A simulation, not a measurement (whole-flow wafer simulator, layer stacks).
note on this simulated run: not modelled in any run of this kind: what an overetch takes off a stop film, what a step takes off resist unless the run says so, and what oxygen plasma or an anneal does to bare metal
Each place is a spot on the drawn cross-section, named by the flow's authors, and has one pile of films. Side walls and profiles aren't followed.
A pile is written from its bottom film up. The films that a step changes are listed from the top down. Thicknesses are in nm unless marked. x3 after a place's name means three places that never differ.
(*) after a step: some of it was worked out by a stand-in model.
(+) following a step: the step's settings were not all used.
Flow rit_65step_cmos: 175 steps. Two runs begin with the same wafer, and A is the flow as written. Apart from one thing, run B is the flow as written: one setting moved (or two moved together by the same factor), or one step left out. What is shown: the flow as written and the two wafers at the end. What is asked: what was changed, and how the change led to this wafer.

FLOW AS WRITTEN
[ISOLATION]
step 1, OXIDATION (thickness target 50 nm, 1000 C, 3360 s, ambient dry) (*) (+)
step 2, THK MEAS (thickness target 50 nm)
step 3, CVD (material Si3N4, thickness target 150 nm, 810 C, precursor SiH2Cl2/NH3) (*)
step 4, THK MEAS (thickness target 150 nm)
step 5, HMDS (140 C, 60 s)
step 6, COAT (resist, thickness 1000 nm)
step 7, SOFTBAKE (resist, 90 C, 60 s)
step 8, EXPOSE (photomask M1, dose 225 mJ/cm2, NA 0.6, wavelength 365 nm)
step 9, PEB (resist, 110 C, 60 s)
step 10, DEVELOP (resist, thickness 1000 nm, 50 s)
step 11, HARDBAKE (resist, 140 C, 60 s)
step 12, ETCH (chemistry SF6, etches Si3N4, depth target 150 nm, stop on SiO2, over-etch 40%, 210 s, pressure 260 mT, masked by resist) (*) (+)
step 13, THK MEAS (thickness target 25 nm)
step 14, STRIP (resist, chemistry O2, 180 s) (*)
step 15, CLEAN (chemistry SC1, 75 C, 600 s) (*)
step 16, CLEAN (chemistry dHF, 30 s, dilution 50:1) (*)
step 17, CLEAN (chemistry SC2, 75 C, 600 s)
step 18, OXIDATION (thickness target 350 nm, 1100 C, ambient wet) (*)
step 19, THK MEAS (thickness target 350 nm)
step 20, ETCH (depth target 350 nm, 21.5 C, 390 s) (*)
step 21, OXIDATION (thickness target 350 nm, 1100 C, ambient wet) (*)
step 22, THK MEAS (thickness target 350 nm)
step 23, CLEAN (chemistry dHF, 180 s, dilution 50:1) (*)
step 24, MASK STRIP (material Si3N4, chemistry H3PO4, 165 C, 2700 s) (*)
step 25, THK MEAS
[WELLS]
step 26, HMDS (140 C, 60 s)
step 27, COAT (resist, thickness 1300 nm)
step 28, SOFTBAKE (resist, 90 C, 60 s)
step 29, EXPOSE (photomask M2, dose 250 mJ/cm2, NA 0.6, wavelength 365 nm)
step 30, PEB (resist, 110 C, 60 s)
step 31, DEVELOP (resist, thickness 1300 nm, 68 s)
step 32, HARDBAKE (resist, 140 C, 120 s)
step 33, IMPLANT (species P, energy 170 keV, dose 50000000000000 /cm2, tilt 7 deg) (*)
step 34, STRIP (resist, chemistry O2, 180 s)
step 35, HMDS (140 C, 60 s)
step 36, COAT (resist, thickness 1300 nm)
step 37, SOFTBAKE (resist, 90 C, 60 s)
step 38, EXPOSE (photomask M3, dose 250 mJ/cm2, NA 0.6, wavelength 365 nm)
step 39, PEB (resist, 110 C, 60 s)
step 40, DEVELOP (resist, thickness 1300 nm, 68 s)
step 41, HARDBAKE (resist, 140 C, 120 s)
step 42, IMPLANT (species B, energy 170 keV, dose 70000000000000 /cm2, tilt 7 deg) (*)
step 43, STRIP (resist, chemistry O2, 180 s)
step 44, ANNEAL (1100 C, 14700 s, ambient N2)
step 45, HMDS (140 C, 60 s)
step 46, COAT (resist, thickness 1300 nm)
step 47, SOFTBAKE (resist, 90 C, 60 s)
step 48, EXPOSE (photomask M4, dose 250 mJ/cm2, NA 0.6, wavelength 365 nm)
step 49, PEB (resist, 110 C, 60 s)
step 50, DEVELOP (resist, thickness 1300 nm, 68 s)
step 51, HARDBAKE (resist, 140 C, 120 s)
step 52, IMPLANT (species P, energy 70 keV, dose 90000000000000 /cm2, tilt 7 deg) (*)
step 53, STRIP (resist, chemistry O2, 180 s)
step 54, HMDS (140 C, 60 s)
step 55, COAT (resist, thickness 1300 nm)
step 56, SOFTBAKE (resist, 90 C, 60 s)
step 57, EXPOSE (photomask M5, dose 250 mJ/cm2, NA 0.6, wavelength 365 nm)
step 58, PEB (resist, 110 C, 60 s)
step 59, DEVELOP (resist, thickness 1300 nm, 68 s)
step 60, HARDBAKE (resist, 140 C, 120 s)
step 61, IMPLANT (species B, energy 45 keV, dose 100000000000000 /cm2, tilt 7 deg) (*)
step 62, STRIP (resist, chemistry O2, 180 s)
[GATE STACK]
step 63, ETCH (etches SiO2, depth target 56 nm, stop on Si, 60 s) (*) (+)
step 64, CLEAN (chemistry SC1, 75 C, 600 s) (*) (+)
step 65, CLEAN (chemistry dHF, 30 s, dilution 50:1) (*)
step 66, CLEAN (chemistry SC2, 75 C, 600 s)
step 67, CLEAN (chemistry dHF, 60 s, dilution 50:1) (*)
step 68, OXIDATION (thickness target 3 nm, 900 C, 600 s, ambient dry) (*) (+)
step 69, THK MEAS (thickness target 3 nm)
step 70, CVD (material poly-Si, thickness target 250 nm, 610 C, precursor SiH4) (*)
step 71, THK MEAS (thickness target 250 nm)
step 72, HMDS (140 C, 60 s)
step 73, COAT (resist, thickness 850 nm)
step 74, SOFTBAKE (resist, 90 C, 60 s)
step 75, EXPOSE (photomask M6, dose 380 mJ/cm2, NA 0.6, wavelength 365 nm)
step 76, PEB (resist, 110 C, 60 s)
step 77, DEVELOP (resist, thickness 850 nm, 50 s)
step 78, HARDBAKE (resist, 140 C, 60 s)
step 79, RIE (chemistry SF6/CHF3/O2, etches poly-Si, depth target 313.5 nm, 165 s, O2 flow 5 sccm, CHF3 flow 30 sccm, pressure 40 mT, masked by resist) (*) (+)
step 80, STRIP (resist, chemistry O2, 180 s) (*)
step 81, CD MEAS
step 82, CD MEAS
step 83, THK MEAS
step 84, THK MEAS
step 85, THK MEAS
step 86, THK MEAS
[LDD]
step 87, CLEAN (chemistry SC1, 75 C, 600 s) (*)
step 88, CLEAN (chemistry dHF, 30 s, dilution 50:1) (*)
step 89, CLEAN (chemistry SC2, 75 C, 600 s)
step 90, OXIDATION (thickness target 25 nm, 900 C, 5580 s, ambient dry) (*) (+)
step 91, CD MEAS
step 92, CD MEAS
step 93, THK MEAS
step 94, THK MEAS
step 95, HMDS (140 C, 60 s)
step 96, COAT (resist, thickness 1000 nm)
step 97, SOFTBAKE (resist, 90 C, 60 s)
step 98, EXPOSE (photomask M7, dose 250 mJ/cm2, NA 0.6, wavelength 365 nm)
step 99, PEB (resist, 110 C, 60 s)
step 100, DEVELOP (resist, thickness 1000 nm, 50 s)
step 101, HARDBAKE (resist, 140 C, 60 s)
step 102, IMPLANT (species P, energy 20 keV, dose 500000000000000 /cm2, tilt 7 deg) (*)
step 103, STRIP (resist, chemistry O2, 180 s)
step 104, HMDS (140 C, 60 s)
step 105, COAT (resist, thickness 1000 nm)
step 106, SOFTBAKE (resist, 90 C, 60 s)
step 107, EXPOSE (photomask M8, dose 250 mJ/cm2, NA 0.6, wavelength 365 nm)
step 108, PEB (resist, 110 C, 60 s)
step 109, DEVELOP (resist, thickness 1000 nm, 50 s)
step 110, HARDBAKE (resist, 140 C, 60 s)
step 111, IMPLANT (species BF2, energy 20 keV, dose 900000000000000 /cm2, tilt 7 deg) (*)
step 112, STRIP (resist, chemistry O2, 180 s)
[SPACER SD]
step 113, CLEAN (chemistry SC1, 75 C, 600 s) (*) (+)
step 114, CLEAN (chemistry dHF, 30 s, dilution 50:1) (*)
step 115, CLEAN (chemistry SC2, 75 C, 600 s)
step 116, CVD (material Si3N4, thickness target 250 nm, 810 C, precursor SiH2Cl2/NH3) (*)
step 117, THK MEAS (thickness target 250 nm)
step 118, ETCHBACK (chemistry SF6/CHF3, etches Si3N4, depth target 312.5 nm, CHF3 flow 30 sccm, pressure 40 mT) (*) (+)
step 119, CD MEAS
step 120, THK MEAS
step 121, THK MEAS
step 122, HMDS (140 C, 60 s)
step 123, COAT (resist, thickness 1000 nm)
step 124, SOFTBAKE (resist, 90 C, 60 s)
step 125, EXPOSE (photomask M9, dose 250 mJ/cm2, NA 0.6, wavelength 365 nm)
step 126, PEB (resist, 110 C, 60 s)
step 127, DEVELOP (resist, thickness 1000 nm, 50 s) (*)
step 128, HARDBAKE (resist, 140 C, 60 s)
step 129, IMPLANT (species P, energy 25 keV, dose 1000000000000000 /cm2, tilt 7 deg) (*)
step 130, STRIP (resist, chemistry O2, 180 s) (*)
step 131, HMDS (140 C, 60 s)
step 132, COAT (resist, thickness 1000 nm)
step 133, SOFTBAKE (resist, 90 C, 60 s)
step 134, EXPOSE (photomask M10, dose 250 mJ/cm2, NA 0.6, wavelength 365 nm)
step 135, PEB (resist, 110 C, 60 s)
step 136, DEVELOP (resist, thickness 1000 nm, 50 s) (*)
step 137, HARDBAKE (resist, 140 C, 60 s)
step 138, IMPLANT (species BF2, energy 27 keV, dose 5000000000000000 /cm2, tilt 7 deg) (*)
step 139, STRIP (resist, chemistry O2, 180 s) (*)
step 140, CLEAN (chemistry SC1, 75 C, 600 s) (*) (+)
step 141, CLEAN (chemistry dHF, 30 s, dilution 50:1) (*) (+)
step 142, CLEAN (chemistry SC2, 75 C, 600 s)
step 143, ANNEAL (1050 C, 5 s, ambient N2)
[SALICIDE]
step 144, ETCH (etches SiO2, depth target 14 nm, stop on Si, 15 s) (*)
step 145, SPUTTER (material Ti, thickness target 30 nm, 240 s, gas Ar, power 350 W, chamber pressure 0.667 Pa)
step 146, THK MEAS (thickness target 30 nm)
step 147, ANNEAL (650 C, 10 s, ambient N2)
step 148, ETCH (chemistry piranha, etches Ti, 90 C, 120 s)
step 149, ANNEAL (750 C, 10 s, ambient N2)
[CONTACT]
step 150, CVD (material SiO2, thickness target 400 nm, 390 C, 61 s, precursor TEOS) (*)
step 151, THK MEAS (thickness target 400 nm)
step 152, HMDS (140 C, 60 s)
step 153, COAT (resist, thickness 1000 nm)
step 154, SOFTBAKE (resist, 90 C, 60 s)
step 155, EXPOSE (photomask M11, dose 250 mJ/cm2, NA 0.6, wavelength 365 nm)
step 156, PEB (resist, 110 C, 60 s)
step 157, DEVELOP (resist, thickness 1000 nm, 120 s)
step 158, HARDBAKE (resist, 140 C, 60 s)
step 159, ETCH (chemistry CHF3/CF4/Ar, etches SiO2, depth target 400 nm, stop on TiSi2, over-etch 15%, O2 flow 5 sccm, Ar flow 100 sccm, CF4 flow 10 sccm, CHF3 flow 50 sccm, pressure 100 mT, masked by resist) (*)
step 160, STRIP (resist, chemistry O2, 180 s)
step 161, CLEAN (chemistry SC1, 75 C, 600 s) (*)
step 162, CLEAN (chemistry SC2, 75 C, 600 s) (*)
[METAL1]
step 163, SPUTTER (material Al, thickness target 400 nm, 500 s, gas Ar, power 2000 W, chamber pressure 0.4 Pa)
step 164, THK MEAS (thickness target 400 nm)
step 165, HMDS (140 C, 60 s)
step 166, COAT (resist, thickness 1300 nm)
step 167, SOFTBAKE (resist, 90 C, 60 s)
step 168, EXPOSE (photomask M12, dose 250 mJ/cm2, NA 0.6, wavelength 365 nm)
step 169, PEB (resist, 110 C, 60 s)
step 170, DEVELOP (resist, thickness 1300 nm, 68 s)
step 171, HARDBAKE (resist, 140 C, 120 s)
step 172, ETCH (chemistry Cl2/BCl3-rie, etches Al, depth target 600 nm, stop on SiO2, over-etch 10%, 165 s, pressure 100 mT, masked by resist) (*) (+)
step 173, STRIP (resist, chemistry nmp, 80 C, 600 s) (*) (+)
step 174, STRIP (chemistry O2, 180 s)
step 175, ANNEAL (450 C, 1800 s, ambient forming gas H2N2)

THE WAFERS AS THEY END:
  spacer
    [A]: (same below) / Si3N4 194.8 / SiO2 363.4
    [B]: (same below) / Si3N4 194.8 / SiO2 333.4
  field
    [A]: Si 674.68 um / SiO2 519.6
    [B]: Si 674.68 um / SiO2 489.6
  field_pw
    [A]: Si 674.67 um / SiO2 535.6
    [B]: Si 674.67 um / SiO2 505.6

What caused this: step 163, SPUTTER: thickness target 160 nm was run, whereas the flow has thickness target 400 nm.

How this came from the change, step by step:
  step 163, SPUTTER (material Al, thickness target 400 nm, 500 s, gas Ar, power 2000 W, chamber pressure 0.4 Pa)
      field, field_p, spacer, spacer_p: A +400 Al (new film) | B +160 Al (new film)
      gate_n, gate_p: A +396 Al (new film) | B +160 Al (new film)
      (as well as at 2 more places)
  step 172, ETCH (chemistry Cl2/BCl3-rie, etches Al, depth target 600 nm, stop on SiO2, over-etch 10%, 165 s, pressure 100 mT, masked by resist) (*) (+)
      field, field_p, spacer, spacer_p: A -400 Al (all of it), -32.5 SiO2 | B -160 Al (all of it), -62.5 SiO2
      gate_n, gate_p: A -396 Al (all of it), -33 SiO2 | B -160 Al (all of it), -62.5 SiO2
      (as well as at 2 more places)
